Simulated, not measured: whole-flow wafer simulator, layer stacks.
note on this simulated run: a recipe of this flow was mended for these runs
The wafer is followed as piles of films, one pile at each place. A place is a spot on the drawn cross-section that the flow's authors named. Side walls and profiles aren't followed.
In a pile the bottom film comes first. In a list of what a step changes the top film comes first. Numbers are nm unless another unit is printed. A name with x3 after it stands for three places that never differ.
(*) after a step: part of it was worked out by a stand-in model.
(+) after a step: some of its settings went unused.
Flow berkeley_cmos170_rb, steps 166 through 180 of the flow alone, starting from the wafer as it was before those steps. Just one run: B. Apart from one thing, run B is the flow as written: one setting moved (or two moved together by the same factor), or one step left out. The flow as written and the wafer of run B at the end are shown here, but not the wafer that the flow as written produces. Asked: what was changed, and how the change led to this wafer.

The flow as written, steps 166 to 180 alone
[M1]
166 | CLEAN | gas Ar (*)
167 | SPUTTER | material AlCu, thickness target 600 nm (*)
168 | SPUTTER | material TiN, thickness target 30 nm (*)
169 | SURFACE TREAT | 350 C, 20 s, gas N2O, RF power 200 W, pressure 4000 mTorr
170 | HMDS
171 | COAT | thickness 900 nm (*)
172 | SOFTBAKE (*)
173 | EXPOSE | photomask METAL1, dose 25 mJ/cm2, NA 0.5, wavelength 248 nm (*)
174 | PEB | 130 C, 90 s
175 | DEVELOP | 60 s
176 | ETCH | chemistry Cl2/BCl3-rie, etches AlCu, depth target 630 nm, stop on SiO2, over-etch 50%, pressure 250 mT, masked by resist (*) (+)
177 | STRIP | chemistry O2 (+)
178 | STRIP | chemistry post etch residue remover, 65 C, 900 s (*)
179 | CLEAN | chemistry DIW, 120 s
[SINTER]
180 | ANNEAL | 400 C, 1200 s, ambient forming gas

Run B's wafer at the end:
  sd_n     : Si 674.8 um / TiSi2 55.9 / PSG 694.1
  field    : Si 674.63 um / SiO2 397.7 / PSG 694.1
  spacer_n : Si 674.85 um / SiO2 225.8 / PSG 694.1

What caused this: step 167, SPUTTER: thickness target 911.3 nm was run, though the flow has thickness target 600 nm.

The path from the change to this, step by step:
  167 | SPUTTER | material AlCu, thickness target 600 nm (*)
      field, sd_n, spacer_n, gate, spacer_p, gate_p, m1: +911.3 AlCu (new film) (in the flow as written it would be: +600 AlCu (new film))
      sd_p: +851.6 AlCu (new film) (in the flow as written it would be: +549.6 AlCu (new film))
      (also at 1 further place)
  168 | SPUTTER | material TiN, thickness target 30 nm (*)
      contact: +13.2 TiN (new film) (in the flow as written it would be: +16.3 TiN (new film))
  171 | COAT | thickness 900 nm (*)
      contact: +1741 KrF-resist (new film) (in the flow as written it would be: +1612.7 KrF-resist (new film))
  176 | ETCH | chemistry Cl2/BCl3-rie, etches AlCu, depth target 630 nm, stop on SiO2, over-etch 50%, pressure 250 mT, masked by resist (*) (+)
      field, sd_n, spacer_n, gate, spacer_p, gate_p: -30 TiN (all of it), -911.3 AlCu (all of it), -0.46 PSG (in the flow as written it would be: -30 TiN (all of it), -600 AlCu (all of it), -39.4 PSG)
      sd_p: -25.7 TiN (all of it), -851.6 AlCu (all of it), -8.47 PSG (in the flow as written it would be: -25.8 TiN (all of it), -549.6 AlCu (all of it), -46.2 PSG)
  177 | STRIP | chemistry O2 (+)
      contact: -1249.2 KrF-resist (all of it) (in the flow as written it would be: -1121.3 KrF-resist (all of it))
